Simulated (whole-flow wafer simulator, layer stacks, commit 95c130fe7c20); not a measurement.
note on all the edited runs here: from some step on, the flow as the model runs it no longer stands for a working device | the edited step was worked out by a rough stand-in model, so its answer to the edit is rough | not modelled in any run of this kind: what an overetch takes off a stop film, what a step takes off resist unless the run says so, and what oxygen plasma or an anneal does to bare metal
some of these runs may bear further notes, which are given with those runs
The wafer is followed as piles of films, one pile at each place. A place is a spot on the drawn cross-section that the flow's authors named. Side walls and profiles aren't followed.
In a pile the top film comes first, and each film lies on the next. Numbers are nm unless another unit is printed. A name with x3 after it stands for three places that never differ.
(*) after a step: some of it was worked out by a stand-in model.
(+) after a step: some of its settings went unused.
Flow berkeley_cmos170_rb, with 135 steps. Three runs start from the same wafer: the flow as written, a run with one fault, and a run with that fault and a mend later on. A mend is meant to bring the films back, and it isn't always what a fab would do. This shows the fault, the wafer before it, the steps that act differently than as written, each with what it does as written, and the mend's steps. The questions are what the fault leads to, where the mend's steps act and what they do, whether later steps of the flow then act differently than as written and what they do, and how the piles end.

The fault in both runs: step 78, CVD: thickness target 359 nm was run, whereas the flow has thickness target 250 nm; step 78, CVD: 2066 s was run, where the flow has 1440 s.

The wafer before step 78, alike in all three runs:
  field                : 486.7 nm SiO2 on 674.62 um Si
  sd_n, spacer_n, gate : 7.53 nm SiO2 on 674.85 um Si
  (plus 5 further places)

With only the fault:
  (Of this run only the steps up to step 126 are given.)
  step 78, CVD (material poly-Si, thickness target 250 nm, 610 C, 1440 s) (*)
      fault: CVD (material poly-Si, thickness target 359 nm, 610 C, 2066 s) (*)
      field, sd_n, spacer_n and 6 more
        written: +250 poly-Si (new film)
        fault: +359 poly-Si (new film)
  Steps later in the flow that act otherwise than as written (not shown: 6 more steps that differ only slightly, by at most 2% or 0.5 nm, whichever is larger):
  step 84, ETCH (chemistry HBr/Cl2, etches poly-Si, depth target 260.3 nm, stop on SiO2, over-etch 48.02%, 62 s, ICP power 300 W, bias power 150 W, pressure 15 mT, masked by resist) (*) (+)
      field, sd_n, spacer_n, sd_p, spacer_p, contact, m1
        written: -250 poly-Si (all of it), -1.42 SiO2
        fault: -359 poly-Si (all of it), -0.13 SiO2
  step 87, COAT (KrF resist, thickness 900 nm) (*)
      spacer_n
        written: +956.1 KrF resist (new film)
        fault: +981.2 KrF resist (new film)
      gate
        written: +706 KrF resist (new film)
        fault: +624.8 KrF resist (new film)
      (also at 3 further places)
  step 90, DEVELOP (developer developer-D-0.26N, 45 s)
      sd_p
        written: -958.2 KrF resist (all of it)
        fault: -978.1 KrF resist (all of it)
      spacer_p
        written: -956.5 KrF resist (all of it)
        fault: -982.5 KrF resist (all of it)
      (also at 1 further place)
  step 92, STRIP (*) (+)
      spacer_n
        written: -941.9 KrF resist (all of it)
        fault: -967 KrF resist (all of it)
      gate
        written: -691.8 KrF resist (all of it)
        fault: -610.6 KrF resist (all of it)
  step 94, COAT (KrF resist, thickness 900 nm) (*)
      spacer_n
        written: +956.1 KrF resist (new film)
        fault: +981.2 KrF resist (new film)
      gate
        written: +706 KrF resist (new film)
        fault: +624.8 KrF resist (new film)
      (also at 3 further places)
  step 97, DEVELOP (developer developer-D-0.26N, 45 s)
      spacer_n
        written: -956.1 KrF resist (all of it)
        fault: -981.2 KrF resist (all of it)
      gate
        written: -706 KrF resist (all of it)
        fault: -624.8 KrF resist (all of it)
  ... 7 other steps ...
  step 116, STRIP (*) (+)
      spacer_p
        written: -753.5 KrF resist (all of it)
        fault: -677 KrF resist (all of it)
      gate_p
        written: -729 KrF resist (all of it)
        fault: -654.4 KrF resist (all of it)
  Once step 126 is done, the piles at spacer_n, gate, spacer_p, gate_p depart from the flow's by more than 2% or 0.5 nm, whichever is larger.
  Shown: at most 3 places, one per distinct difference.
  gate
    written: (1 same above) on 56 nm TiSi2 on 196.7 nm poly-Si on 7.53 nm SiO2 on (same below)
    fault: (1 same above) on 56 nm TiSi2 on 305.7 nm poly-Si on 7.53 nm SiO2 on (same below)
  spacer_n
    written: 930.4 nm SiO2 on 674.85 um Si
    fault: 1039.4 nm SiO2 on 674.85 um Si
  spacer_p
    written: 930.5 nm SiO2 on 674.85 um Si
    fault: 1039.5 nm SiO2 on 674.85 um Si

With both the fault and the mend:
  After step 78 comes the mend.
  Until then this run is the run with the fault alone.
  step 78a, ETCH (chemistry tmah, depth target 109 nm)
      field, sd_n, spacer_n and 6 more
        -109 poly-Si
  Later steps of the flow that are run all act as written at every place that is followed.
  By the end, the piles equal the flow's at every place that both follow.
